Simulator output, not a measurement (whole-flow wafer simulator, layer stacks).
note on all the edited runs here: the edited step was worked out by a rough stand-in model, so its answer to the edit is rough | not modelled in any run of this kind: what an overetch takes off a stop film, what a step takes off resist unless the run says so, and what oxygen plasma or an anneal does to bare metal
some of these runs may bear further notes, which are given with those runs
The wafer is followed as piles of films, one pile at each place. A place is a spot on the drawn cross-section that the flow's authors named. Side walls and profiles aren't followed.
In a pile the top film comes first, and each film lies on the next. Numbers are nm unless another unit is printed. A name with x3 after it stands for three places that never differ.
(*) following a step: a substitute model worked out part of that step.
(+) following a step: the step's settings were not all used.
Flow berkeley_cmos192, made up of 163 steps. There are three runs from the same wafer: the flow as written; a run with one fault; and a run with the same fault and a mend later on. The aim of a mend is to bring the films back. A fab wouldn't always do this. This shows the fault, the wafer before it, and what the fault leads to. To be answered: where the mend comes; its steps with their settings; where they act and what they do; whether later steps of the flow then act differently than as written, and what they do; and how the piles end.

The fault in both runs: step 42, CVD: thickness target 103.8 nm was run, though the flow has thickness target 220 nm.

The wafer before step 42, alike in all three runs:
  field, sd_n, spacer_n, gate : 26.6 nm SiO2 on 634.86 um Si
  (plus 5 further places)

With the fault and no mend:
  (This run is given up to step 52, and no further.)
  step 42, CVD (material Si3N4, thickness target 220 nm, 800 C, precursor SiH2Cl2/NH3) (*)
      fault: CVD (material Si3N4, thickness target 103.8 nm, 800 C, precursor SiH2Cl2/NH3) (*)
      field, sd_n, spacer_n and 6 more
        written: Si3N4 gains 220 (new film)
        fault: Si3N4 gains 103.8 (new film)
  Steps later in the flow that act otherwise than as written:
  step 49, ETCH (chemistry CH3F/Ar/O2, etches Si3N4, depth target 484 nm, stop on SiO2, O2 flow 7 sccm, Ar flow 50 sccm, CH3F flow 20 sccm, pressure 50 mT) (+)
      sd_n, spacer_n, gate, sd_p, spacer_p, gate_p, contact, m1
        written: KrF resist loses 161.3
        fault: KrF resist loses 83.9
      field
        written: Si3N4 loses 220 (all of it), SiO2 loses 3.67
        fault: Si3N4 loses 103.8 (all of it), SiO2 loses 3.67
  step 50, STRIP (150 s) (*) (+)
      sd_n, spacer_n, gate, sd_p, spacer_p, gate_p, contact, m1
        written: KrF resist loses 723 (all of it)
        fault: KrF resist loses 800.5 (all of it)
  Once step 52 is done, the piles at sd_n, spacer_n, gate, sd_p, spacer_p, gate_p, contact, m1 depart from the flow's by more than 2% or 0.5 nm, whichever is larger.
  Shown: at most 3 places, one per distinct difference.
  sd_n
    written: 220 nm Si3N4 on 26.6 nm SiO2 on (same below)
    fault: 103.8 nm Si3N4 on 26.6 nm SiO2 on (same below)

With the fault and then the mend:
  The mend follows step 48.
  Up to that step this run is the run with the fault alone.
  step 48a, STRIP (150 s) (*) (+)
      sd_n, spacer_n, gate, sd_p, spacer_p, gate_p, contact, m1
        KrF resist loses 884.4 (all of it)
  step 48b, CLEAN (chemistry SPM) (the flow's step 34, run once more)
      alters no film at any place that is followed
  step 48c, CVD (material Si3N4, thickness target 116.2 nm, 800 C, precursor SiH2Cl2/NH3) (*) (the flow's step 42, run once more with other settings)
      field, sd_n, spacer_n and 6 more
        Si3N4 gains 116.2
  step 48d, HMDS (the flow's step 43, run once more)
      alters no film at any place that is followed
  step 48e, COAT (KrF resist, thickness 900 nm) (the flow's step 44, run once more)
      field, sd_n, spacer_n and 6 more
        KrF resist gains 900 (new film)
  step 48f, SOFTBAKE (KrF resist) (the flow's step 45, run once more)
      alters no film at any place that is followed
  step 48g, EXPOSE (photomask ACTIVE, dose 18 mJ/cm2, NA 0.5, wavelength 248 nm) (*) (the flow's step 46, run once more)
      alters no film at any place that is followed
  step 48h, PEB (KrF resist, 130 C, 60 s) (the flow's step 47, run once more)
      field, sd_n, spacer_n and 6 more
        KrF resist loses 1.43
  step 48i, DEVELOP (KrF resist, thickness 900 nm, developer developer-D-0.26N, 45 s) (the flow's step 48, run once more)
      sd_n, spacer_n, gate, sd_p, spacer_p, gate_p, contact, m1
        KrF resist loses 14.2
      field
        KrF resist loses 898.6 (all of it)
  Every later step of the flow that is run acts as written at every place that is followed.
  The piles end the same as the flow's at every place that both follow.
